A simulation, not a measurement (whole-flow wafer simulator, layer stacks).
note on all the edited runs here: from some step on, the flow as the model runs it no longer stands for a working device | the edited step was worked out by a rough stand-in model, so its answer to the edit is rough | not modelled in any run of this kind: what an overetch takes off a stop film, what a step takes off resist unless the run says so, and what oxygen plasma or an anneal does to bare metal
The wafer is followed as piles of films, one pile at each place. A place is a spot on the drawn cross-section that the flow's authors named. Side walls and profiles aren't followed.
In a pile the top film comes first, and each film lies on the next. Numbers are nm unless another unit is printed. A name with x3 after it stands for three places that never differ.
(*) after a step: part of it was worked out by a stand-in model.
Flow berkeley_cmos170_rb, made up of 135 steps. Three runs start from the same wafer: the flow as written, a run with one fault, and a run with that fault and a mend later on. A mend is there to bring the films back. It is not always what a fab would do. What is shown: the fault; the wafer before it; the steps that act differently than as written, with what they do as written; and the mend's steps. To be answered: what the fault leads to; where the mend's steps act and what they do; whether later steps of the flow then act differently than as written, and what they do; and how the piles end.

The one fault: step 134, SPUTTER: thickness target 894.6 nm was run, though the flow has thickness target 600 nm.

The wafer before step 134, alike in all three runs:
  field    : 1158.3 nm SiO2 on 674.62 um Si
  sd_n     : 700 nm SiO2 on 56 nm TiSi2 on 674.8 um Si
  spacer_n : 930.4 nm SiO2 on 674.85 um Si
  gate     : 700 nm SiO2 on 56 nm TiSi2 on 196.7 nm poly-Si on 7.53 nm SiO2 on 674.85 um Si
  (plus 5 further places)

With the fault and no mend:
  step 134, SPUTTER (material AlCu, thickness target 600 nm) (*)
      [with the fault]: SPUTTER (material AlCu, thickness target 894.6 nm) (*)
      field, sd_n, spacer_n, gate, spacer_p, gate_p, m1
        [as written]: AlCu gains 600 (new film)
        [with the fault]: AlCu gains 894.6 (new film)
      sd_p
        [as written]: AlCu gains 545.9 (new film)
        [with the fault]: AlCu gains 829.9 (new film)
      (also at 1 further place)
  Every later step of the flow that is run acts as written at every place that is followed.
  At field, sd_n, spacer_n and 6 more, the piles at the end differ from the flow's by more than 2% or 0.5 nm, whichever is larger.
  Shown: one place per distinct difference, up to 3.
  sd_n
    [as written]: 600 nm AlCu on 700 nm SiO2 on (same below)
    [with the fault]: 894.6 nm AlCu on 700 nm SiO2 on (same below)
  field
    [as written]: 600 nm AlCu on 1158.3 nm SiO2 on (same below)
    [with the fault]: 894.6 nm AlCu on 1158.3 nm SiO2 on (same below)
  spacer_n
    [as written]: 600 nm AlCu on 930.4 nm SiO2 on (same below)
    [with the fault]: 894.6 nm AlCu on 930.4 nm SiO2 on (same below)

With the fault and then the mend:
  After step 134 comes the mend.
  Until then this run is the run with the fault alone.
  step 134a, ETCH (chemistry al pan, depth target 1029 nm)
      field, sd_n, spacer_n, gate, spacer_p, gate_p, m1
        AlCu loses 894.6 (all of it)
      sd_p
        AlCu loses 829.9 (all of it)
      contact
        AlCu loses 604 (all of it)
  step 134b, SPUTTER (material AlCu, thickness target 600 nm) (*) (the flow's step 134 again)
      field, sd_n, spacer_n, gate, spacer_p, gate_p, m1
        AlCu gains 600 (new film)
      sd_p
        AlCu gains 545.9 (new film)
      contact
        AlCu gains 415.1 (new film)
  Every later step of the flow that is run acts as written at every place that is followed.
  At every place that both follow, the piles at the end match the flow's.
